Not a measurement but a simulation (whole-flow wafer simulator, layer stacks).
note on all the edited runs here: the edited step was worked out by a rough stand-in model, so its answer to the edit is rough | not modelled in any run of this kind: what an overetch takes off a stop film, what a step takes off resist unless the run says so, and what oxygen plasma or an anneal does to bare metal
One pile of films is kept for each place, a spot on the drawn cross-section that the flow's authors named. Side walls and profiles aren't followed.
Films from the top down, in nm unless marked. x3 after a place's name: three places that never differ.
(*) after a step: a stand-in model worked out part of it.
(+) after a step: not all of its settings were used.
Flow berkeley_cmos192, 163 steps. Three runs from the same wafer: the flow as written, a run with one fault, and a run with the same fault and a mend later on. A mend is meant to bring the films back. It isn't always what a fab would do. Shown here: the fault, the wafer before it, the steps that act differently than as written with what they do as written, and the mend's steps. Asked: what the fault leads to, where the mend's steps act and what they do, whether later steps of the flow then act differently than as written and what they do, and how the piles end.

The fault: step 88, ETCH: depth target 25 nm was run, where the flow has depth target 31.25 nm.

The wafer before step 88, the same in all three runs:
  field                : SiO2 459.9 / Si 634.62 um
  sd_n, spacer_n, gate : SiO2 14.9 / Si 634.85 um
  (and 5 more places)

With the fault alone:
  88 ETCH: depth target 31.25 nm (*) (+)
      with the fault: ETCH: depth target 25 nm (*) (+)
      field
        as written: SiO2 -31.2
        with the fault: SiO2 -25
  Later steps of the flow that act differently than as written (34 more steps differ only slightly, by at most 2% or 0.5 nm, whichever is larger, and aren't shown):
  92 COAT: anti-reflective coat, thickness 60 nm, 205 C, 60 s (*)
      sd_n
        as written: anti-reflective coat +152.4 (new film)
        with the fault: anti-reflective coat +157.4 (new film)
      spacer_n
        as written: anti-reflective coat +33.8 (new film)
        with the fault: anti-reflective coat +32.4 (new film)
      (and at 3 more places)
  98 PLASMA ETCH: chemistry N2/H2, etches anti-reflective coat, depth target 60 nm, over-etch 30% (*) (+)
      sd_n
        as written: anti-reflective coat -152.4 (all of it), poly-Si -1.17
        with the fault: anti-reflective coat -157.4 (all of it), poly-Si -1.21
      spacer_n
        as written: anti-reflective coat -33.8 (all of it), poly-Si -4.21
        with the fault: anti-reflective coat -32.4 (all of it), poly-Si -4.42
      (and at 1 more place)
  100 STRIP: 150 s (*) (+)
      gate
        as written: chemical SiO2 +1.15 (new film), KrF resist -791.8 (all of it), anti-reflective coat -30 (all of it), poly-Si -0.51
        with the fault: chemical SiO2 +1.15 (new film), KrF resist -797.4 (all of it), anti-reflective coat -28.4 (all of it), poly-Si -0.51
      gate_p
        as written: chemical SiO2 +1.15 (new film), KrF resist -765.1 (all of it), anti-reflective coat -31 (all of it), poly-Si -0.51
        with the fault: chemical SiO2 +1.15 (new film), KrF resist -768.7 (all of it), anti-reflective coat -29.9 (all of it), poly-Si -0.51
  At the end the piles differ from the flow's only slightly at the places that both follow, by at most 2% or 0.5 nm, whichever is larger.

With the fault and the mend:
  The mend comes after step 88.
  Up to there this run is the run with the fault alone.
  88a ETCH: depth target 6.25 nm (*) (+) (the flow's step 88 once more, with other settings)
      field
        SiO2 -6.25
  No later step of the flow acts differently than as written at any place that is followed.
  At the end the piles are the same as the flow's at every place that both follow.
